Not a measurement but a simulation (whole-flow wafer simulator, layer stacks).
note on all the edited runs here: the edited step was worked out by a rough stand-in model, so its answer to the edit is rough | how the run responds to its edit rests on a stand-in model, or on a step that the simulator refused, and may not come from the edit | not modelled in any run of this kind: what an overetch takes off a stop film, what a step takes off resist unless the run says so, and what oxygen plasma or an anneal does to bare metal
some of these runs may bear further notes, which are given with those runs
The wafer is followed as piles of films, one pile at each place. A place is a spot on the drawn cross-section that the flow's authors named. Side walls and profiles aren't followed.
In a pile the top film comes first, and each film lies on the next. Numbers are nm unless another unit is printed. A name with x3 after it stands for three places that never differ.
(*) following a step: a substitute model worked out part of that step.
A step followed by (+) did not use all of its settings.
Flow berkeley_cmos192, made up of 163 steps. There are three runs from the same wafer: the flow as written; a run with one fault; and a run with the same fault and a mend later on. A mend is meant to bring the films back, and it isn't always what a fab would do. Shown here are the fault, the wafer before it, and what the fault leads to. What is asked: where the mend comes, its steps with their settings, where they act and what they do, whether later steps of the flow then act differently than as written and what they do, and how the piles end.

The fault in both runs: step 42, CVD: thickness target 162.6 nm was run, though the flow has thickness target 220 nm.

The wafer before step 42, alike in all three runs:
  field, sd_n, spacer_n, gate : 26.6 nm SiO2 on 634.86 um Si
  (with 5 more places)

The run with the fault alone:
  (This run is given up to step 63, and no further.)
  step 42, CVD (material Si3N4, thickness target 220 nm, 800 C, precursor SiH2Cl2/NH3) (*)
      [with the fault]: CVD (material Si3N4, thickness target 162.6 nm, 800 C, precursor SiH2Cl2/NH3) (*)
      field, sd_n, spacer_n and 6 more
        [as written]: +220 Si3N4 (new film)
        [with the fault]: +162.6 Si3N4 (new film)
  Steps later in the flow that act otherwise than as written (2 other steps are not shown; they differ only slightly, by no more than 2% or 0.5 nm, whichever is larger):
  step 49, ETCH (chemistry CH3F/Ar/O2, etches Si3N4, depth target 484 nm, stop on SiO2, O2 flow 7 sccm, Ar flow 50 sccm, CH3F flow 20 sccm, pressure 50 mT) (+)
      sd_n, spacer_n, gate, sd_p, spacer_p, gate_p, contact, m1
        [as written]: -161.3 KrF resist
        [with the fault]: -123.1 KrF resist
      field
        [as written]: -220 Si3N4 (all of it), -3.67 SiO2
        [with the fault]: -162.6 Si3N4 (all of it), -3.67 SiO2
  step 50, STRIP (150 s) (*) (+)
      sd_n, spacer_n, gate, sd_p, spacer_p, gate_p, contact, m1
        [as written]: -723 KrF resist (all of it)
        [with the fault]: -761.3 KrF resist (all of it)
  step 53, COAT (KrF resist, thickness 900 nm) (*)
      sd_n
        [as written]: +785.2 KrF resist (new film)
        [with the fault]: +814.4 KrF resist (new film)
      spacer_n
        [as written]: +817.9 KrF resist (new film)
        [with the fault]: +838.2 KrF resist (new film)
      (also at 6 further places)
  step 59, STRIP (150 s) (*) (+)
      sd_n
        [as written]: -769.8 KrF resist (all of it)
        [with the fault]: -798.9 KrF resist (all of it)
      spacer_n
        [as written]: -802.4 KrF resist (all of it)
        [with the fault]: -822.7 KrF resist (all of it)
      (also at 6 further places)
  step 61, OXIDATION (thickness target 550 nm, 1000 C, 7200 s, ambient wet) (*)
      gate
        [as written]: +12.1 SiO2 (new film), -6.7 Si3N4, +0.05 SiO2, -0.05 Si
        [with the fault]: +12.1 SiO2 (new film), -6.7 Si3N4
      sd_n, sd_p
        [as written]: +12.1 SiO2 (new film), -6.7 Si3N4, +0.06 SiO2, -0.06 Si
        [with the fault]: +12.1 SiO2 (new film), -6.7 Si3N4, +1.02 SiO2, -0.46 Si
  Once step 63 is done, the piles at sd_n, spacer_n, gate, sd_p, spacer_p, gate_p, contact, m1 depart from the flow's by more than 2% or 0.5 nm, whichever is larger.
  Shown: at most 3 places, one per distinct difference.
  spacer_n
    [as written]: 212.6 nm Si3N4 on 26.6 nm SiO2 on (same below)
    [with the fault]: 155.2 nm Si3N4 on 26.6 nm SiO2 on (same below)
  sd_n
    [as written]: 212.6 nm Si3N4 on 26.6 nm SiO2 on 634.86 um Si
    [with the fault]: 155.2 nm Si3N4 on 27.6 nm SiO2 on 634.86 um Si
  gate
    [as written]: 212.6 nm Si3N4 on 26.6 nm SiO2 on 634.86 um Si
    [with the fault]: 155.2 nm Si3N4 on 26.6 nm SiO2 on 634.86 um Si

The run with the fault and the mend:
  The mend follows step 48.
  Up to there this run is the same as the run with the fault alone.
  step 48a, STRIP (150 s) (*) (+)
      sd_n, spacer_n, gate, sd_p, spacer_p, gate_p, contact, m1
        -884.4 KrF resist (all of it)
  step 48b, CLEAN (chemistry SPM) (the flow's step 34 again)
      leaves every film unchanged at each place that is followed
  step 48c, CVD (material Si3N4, thickness target 57.42 nm, 800 C, precursor SiH2Cl2/NH3) (*) (the flow's step 42 again, with other settings)
      field, sd_n, spacer_n and 6 more
        +57.4 Si3N4
  step 48d, HMDS (the flow's step 43 again)
      leaves every film unchanged at each place that is followed
  step 48e, COAT (KrF resist, thickness 900 nm) (the flow's step 44 again)
      field, sd_n, spacer_n and 6 more
        +900 KrF resist (new film)
  step 48f, SOFTBAKE (KrF resist) (the flow's step 45 again)
      leaves every film unchanged at each place that is followed
  step 48g, EXPOSE (photomask ACTIVE, dose 18 mJ/cm2, NA 0.5, wavelength 248 nm) (*) (the flow's step 46 again)
      leaves every film unchanged at each place that is followed
  step 48h, PEB (KrF resist, 130 C, 60 s) (the flow's step 47 again)
      field, sd_n, spacer_n and 6 more
        -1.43 KrF resist
  step 48i, DEVELOP (KrF resist, thickness 900 nm, developer developer-D-0.26N, 45 s) (the flow's step 48 again)
      sd_n, spacer_n, gate, sd_p, spacer_p, gate_p, contact, m1
        -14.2 KrF resist
      field
        -898.6 KrF resist (all of it)
  Every later step of the flow that is run acts as written, at every place that is followed, to within 2% or 0.5 nm, whichever is larger.
  By the end, the piles equal the flow's at every place that both follow.
